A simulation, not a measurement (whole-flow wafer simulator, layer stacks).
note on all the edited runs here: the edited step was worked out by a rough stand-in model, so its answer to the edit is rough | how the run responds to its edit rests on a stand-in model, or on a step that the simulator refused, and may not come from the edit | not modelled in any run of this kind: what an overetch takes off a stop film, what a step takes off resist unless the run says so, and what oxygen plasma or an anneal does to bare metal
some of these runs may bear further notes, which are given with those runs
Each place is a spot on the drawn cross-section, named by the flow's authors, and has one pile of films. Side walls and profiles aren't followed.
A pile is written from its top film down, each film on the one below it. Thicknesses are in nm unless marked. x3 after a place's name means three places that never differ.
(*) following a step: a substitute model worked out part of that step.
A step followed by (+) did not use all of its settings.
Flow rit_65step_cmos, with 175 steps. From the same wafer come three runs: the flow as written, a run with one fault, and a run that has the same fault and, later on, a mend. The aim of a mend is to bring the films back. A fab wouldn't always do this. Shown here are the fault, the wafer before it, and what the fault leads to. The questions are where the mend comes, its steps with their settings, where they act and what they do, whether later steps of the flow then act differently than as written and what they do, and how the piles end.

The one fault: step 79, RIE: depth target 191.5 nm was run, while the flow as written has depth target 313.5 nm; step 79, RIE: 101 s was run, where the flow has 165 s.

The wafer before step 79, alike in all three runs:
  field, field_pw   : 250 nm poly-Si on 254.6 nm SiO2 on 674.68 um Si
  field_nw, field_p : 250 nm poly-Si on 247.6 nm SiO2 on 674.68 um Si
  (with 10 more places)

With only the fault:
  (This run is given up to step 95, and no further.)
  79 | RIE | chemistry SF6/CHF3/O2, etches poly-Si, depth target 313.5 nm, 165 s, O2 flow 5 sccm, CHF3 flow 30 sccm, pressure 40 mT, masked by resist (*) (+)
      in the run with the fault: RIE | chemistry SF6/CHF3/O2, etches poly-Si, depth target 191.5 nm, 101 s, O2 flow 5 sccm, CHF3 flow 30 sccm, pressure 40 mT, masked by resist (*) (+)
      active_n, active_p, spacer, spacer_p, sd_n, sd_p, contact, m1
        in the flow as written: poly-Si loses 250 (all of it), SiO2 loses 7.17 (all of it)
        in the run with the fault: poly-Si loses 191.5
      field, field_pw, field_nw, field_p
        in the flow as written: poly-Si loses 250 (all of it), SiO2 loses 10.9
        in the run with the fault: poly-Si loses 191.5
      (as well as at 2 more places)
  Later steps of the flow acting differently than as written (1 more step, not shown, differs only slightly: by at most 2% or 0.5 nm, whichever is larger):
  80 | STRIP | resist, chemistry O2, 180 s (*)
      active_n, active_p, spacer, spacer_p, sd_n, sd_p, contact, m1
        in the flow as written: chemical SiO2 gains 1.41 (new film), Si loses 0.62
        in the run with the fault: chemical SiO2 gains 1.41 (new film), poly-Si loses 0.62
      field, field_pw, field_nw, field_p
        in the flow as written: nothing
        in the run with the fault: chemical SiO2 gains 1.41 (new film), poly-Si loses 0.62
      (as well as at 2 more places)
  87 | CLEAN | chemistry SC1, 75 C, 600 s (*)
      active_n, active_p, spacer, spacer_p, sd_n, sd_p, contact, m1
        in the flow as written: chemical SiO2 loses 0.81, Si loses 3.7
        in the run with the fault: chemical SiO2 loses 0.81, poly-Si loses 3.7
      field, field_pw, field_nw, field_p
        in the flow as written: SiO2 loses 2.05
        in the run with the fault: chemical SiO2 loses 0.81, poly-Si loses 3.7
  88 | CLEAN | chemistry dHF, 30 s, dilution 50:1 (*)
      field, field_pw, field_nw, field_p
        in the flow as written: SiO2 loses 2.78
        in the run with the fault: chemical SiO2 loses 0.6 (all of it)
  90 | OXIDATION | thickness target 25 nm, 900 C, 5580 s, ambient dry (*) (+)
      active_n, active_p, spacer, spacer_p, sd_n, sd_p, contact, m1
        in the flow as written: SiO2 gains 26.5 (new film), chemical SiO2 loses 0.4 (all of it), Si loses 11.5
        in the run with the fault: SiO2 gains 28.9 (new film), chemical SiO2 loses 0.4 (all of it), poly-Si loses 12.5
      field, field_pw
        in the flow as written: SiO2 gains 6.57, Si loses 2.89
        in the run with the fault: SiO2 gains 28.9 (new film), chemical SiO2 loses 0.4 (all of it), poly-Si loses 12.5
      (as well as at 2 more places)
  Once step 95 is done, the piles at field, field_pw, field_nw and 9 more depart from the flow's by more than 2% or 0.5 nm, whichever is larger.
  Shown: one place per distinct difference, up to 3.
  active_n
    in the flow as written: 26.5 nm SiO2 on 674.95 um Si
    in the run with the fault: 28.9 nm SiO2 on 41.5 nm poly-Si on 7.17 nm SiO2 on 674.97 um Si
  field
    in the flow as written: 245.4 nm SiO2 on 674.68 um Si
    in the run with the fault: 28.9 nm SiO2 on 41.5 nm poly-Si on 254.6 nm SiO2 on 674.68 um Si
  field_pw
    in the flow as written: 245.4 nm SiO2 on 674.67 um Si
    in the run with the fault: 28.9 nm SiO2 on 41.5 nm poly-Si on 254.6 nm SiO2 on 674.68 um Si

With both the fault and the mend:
  After step 86 comes the mend.
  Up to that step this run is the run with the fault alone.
  86a | HMDS | 140 C, 60 s (the flow's step 72 again)
      does not change any film at any place that is followed
  86b | COAT | resist, thickness 850 nm (the flow's step 73 again)
      active_n, active_p
        resist gains 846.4 (new film)
      gate_n, gate_p
        resist gains 664.4 (new film)
      spacer, spacer_p
        resist gains 855.2 (new film)
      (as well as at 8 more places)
  86c | SOFTBAKE | resist, 90 C, 60 s (the flow's step 74 again)
      does not change any film at any place that is followed
  86d | EXPOSE | photomask M6, dose 380 mJ/cm2, NA 0.6, wavelength 365 nm (the flow's step 75 again)
      does not change any film at any place that is followed
  86e | PEB | resist, 110 C, 60 s (the flow's step 76 again)
      active_n, active_p, sd_p, contact, m1
        resist loses 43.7
      field, field_nw
        resist loses 45.3
      gate_n, gate_p
        resist loses 34
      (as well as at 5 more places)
  86f | DEVELOP | resist, thickness 850 nm, 50 s (the flow's step 77 again)
      active_n, active_p
        resist loses 802.7 (all of it)
      spacer, spacer_p
        resist loses 811.1 (all of it)
      field
        resist loses 832.5 (all of it)
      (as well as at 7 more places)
  86g | HARDBAKE | resist, 140 C, 60 s (the flow's step 78 again)
      gate_n, gate_p
        resist loses 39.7
  86h | RIE | chemistry SF6/CHF3/O2, etches poly-Si, depth target 122 nm, 64 s, O2 flow 5 sccm, CHF3 flow 30 sccm, pressure 40 mT, masked by resist (*) (+) (the flow's step 79 again, with other settings)
      active_n, active_p, spacer, spacer_p, sd_n, sd_p, contact, m1
        chemical SiO2 loses 1.41 (all of it), poly-Si loses 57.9 (all of it), SiO2 loses 7.17 (all of it)
      field, field_pw, field_nw, field_p
        chemical SiO2 loses 1.41 (all of it), poly-Si loses 57.9 (all of it), SiO2 loses 11.1
      gate_n, gate_p
        resist loses 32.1
  86i | STRIP | resist, chemistry O2, 180 s (*) (the flow's step 80 again)
      active_n, active_p, spacer, spacer_p, sd_n, sd_p, contact, m1
        chemical SiO2 gains 1.41 (new film), Si loses 0.62
      gate_n
        resist loses 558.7 (all of it), chemical SiO2 gains 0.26, poly-Si loses 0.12
      gate_p
        resist loses 558.6 (all of it), chemical SiO2 gains 0.26, poly-Si loses 0.12
  None of the later steps of the flow differs from how it acts as written, at any place that is followed, by more than 2% or 0.5 nm, whichever is larger.
  The piles end only slightly different from the flow's at the places that both follow, by no more than 2% or 0.5 nm, whichever is larger.
